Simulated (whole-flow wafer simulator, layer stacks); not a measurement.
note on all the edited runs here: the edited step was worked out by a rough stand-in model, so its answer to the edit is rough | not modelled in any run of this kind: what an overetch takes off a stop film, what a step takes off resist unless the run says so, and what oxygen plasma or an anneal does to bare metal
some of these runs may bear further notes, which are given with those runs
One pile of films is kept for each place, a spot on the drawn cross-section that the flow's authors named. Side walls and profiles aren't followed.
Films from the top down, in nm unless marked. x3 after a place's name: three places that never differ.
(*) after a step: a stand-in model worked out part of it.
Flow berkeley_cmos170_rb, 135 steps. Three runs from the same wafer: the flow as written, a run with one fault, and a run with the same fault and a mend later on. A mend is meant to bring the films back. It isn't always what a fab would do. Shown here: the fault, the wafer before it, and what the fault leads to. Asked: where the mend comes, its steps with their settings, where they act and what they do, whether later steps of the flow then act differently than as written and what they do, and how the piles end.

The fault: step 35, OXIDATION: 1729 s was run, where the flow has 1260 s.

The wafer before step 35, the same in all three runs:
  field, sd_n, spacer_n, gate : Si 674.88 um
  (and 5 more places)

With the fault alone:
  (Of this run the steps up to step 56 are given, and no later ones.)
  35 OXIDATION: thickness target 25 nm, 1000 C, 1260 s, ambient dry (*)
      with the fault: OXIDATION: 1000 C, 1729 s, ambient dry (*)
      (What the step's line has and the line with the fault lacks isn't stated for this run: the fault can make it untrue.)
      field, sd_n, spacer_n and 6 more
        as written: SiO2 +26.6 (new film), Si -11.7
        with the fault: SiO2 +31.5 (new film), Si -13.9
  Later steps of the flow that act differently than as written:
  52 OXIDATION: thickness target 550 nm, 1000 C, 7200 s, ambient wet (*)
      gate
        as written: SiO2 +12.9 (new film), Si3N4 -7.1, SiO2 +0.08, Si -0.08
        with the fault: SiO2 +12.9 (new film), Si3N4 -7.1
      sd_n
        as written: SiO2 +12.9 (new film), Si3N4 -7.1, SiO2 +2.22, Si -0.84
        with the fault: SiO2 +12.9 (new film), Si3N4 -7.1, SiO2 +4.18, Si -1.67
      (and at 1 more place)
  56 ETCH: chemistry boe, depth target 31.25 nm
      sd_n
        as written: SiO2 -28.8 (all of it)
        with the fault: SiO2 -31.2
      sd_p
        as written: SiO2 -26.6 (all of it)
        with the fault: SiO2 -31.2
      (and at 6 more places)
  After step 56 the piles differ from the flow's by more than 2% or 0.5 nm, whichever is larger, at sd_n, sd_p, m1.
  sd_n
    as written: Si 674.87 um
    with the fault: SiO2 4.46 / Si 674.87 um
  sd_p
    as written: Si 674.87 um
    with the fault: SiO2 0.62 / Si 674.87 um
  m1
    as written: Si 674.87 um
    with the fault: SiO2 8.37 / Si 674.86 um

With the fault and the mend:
  The mend comes after step 36.
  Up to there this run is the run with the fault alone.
  36a WET ETCH: chemistry hf, depth target 36 nm
      field, sd_n, spacer_n and 6 more
        SiO2 -31.5 (all of it)
  36b CLEAN (*) (the flow's step 29 once more)
      changes no film at any place that is followed
  36c OXIDATION: 1000 C, 1260 s, ambient dry (*) (the flow's step 35 once more, with other settings)
      field, sd_n, spacer_n and 6 more
        SiO2 +26.6 (new film), Si -11.7
  No later step of the flow acts differently than as written at any place that is followed.
  At the end the piles differ from the flow's only slightly at the places that both follow, by at most 2% or 0.5 nm, whichever is larger.
